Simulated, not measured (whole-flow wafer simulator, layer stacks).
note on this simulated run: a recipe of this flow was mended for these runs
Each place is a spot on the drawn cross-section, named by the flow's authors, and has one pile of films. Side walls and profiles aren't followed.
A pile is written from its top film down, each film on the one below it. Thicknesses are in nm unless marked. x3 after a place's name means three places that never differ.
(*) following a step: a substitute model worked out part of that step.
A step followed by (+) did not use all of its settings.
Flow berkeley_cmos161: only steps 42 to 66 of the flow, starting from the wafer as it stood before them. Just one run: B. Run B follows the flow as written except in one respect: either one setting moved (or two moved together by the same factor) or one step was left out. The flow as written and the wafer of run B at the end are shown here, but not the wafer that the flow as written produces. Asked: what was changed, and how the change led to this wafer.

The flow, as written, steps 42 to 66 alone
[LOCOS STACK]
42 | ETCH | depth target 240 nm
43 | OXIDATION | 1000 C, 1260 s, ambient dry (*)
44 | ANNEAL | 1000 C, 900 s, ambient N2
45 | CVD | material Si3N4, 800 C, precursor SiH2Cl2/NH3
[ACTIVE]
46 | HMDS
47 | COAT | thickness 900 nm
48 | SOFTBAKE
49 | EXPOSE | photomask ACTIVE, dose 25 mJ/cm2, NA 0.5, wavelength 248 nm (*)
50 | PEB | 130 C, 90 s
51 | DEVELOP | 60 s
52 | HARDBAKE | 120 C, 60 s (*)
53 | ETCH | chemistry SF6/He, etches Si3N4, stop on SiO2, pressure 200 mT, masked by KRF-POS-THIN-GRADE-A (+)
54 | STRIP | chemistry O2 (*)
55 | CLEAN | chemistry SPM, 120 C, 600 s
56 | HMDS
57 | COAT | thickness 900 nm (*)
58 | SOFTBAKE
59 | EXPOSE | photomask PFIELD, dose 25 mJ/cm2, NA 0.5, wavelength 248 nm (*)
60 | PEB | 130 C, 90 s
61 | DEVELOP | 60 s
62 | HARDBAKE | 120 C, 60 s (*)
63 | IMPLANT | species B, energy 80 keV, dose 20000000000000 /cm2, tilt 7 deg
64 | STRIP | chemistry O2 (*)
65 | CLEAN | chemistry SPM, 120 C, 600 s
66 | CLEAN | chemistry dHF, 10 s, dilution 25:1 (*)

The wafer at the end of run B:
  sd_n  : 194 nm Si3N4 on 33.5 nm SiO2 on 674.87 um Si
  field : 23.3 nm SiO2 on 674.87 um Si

What caused this: step 43, OXIDATION: 1027 C was run, whereas the flow has 1000 C.

The path from the change to this, step by step:
  43 | OXIDATION | 1000 C, 1260 s, ambient dry (*)
      field, sd_n, spacer_n and 6 more: SiO2 gains 33.5 (new film), Si loses 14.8 (it would be, as written: SiO2 gains 26.6 (new film), Si loses 11.7)
